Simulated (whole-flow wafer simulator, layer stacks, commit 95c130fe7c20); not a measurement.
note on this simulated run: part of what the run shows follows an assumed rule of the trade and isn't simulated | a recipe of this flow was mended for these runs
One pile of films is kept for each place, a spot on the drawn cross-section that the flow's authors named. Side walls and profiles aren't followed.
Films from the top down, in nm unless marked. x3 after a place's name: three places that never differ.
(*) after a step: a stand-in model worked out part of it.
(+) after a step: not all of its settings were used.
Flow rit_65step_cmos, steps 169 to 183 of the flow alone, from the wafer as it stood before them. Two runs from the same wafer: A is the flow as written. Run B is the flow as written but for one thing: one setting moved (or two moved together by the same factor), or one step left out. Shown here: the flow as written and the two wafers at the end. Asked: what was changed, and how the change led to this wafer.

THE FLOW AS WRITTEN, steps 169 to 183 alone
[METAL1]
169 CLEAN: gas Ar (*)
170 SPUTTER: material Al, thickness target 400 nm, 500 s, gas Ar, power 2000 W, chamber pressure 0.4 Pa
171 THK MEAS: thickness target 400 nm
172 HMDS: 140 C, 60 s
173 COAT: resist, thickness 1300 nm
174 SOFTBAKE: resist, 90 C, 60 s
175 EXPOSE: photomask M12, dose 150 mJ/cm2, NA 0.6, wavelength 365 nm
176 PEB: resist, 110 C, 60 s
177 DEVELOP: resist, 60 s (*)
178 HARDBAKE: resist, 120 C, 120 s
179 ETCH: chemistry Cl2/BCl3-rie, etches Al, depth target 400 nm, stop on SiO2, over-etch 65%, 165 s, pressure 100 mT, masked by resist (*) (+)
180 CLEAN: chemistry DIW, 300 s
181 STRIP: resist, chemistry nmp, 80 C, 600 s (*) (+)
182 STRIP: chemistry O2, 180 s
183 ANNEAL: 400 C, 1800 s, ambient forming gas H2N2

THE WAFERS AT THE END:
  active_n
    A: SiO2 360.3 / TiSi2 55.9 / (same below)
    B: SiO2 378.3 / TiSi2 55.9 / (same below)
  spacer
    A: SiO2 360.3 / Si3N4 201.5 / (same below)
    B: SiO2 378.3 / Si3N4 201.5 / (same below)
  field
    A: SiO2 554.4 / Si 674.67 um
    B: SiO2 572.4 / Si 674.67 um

The cause: step 170, SPUTTER: thickness target 544 nm was run, where the flow has thickness target 400 nm; step 170, SPUTTER: 680 s was run, where the flow has 500 s.

How the change led to this, step by step:
  170 SPUTTER: material Al, thickness target 400 nm, 500 s, gas Ar, power 2000 W, chamber pressure 0.4 Pa
      field, field_pw, field_nw and 10 more: A Al +400 (new film) | B Al +544 (new film)
      contact: A Al +255.4 (new film) | B Al +335.6 (new film)
  173 COAT: resist, thickness 1300 nm
      contact: A resist +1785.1 (new film) | B resist +1854.8 (new film)
  176 PEB: resist, 110 C, 60 s
      contact: A resist -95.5 | B resist -99.4
  178 HARDBAKE: resist, 120 C, 120 s
      contact: A resist -62.1 | B resist -64.9
  179 ETCH: chemistry Cl2/BCl3-rie, etches Al, depth target 400 nm, stop on SiO2, over-etch 65%, 165 s, pressure 100 mT, masked by resist (*) (+)
      field, field_pw, field_nw and 9 more: A Al -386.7 (all of it), SiO2 -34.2 | B Al -530.7 (all of it), SiO2 -16.2
  181 STRIP: resist, chemistry nmp, 80 C, 600 s (*) (+)
      contact: A resist -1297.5 (all of it) | B resist -1360.4 (all of it)
